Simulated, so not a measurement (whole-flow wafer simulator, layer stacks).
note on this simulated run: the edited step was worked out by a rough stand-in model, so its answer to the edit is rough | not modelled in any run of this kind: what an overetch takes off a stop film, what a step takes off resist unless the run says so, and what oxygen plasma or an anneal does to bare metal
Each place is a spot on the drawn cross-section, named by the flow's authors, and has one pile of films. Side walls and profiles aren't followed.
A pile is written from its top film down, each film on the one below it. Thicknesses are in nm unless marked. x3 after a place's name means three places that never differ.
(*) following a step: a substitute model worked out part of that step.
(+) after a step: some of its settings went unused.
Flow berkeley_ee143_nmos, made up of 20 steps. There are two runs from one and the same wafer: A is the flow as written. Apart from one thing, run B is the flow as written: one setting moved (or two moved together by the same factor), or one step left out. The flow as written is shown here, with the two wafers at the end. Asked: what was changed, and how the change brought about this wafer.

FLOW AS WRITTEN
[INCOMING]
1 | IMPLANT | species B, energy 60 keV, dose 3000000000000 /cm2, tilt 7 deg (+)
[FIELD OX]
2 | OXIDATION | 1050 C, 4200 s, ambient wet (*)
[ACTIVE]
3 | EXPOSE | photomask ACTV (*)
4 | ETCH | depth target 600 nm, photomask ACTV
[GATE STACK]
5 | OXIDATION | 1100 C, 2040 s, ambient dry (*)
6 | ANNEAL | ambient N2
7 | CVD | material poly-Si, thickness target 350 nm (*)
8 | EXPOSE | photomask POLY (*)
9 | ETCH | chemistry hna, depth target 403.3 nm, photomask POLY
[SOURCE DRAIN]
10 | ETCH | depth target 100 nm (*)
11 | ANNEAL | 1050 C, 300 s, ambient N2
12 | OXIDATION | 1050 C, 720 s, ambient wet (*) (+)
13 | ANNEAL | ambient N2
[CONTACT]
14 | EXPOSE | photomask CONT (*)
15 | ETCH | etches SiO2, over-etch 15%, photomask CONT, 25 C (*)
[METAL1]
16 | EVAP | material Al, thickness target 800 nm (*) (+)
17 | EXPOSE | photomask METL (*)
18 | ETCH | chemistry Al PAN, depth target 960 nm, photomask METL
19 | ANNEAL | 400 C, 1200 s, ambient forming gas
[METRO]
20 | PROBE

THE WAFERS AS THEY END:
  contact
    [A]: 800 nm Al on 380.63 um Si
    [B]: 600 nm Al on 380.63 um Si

The reason: step 16, EVAP: thickness target 600 nm was run, whereas the flow has thickness target 800 nm.
The wafer itself shows it: contact has Al 600, and step 16 as written asks for 800 nm.

Step by step, how the change led to this:
  16 | EVAP | material Al, thickness target 800 nm (*) (+)
      gate, sd, contact, field: A +800 Al (new film) | B +600 Al (new film)
  18 | ETCH | chemistry Al PAN, depth target 960 nm, photomask METL
      gate, sd, field: A -800 Al (all of it) | B -600 Al (all of it)
